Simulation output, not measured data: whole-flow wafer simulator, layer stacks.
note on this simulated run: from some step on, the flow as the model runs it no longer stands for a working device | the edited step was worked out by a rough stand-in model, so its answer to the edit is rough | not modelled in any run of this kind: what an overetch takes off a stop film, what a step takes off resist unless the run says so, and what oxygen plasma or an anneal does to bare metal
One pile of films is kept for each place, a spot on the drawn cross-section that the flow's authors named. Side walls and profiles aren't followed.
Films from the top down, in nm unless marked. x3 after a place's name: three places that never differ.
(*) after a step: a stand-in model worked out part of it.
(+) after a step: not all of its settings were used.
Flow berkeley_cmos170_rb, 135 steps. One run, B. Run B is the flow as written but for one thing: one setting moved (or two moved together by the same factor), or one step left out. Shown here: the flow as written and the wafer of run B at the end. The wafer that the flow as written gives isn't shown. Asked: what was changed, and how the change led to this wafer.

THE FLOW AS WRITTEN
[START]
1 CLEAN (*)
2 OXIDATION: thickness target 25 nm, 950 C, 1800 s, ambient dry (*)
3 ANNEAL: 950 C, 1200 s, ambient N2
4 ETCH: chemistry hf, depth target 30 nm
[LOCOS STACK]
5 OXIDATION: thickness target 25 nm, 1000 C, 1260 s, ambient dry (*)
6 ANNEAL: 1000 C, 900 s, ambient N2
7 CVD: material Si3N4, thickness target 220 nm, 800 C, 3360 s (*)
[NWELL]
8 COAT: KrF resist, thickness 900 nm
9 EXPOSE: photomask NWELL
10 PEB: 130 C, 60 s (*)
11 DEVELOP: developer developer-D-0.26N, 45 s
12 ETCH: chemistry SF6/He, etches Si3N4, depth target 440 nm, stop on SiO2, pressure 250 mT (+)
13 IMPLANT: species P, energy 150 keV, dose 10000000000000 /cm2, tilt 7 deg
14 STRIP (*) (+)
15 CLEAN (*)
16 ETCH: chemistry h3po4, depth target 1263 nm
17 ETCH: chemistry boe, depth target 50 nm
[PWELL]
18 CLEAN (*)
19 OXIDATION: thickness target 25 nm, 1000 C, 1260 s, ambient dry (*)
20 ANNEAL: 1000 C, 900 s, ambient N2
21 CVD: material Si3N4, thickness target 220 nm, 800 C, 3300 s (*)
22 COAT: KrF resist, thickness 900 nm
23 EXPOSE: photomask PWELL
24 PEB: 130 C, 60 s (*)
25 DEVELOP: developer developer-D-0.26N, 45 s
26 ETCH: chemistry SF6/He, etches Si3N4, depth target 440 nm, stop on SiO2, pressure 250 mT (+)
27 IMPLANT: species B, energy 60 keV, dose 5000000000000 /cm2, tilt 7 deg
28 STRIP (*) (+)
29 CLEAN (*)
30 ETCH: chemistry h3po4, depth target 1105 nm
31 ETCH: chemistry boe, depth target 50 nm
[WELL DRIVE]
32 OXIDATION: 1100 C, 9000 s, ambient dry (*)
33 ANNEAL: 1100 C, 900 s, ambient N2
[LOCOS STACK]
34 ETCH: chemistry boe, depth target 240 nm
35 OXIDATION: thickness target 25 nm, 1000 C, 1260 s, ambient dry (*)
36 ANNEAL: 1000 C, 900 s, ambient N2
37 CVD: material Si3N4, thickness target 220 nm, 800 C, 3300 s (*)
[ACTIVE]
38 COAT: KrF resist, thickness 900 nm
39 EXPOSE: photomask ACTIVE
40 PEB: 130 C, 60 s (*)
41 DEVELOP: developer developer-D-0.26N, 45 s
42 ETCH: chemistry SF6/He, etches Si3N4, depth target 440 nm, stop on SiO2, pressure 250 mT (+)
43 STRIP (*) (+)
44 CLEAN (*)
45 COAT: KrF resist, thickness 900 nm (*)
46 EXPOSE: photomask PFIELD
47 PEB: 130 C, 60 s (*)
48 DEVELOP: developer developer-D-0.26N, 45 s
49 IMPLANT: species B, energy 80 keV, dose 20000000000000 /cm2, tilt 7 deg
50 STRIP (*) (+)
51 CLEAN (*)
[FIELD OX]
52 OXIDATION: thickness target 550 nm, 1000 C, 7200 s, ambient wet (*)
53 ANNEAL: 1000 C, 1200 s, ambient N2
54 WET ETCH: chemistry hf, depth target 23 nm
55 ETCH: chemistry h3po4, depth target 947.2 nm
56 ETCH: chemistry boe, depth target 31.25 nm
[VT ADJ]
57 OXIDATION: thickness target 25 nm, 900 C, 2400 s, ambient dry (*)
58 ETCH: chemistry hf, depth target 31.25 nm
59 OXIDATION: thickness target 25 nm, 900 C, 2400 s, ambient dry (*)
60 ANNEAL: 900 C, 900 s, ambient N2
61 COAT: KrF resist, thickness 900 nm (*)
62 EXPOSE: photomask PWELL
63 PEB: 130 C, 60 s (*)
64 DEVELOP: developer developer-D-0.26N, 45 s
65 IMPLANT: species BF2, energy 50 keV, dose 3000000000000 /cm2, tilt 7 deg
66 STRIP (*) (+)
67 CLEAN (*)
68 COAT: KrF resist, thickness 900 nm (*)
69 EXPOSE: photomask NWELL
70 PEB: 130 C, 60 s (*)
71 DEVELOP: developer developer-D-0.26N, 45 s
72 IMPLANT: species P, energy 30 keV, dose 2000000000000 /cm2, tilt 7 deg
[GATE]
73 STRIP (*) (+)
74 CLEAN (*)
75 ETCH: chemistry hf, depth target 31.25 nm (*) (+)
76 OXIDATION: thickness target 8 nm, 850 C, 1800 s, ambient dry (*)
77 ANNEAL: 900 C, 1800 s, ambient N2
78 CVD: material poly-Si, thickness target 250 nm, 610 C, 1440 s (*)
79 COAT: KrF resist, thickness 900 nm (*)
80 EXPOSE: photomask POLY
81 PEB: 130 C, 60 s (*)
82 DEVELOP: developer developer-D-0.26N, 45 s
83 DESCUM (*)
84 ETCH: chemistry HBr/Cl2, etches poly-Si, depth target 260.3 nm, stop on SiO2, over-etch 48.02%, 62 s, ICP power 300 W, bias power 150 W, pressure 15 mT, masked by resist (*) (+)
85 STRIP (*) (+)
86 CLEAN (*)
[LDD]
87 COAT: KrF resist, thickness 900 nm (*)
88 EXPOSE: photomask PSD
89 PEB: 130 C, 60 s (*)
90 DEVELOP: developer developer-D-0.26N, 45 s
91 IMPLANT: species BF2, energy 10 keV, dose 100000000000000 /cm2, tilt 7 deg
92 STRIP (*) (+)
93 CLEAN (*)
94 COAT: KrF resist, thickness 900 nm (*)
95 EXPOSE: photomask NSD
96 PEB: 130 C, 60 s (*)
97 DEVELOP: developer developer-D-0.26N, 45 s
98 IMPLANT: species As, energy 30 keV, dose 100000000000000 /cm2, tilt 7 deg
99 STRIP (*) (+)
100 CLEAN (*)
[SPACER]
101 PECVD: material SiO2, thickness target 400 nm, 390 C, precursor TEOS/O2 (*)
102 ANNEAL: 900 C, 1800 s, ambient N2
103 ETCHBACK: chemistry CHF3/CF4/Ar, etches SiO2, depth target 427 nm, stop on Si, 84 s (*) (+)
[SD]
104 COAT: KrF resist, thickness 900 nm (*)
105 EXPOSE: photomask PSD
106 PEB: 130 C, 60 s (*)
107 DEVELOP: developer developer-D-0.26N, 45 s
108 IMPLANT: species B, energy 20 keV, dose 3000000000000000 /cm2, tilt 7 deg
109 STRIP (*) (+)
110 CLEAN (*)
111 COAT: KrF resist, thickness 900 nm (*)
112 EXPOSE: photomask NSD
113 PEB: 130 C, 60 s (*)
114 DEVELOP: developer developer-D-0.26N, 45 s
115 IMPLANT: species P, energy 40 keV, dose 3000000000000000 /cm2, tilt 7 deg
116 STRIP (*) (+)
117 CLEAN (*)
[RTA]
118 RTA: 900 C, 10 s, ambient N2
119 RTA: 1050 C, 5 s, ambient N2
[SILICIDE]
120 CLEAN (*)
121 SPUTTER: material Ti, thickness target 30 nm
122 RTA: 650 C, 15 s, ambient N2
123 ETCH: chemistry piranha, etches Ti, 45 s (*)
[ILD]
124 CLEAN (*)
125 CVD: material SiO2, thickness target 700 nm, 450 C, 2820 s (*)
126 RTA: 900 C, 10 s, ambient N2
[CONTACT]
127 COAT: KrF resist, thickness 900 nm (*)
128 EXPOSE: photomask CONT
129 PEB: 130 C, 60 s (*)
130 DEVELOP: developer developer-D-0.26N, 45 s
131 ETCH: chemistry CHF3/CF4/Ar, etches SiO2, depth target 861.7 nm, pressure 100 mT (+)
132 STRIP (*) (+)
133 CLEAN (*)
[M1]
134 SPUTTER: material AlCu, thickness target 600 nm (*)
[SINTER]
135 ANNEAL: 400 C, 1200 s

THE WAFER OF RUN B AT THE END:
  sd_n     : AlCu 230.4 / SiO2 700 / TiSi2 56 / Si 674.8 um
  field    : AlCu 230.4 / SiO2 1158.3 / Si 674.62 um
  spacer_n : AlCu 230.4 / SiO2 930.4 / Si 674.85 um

The cause: step 134, SPUTTER: thickness target 230.4 nm was run, where the flow has thickness target 600 nm.
It can be read off the wafer: sd_n has AlCu 230.4, and step 134 as written asks for 600 nm.

How the change led to this, step by step:
  134 SPUTTER: material AlCu, thickness target 600 nm (*)
      field, sd_n, spacer_n, gate, spacer_p, gate_p, m1: AlCu +230.4 (new film) (as written it would be: AlCu +600 (new film))
      sd_p: AlCu +204.9 (new film) (as written it would be: AlCu +545.9 (new film))
      (and at 1 more place)
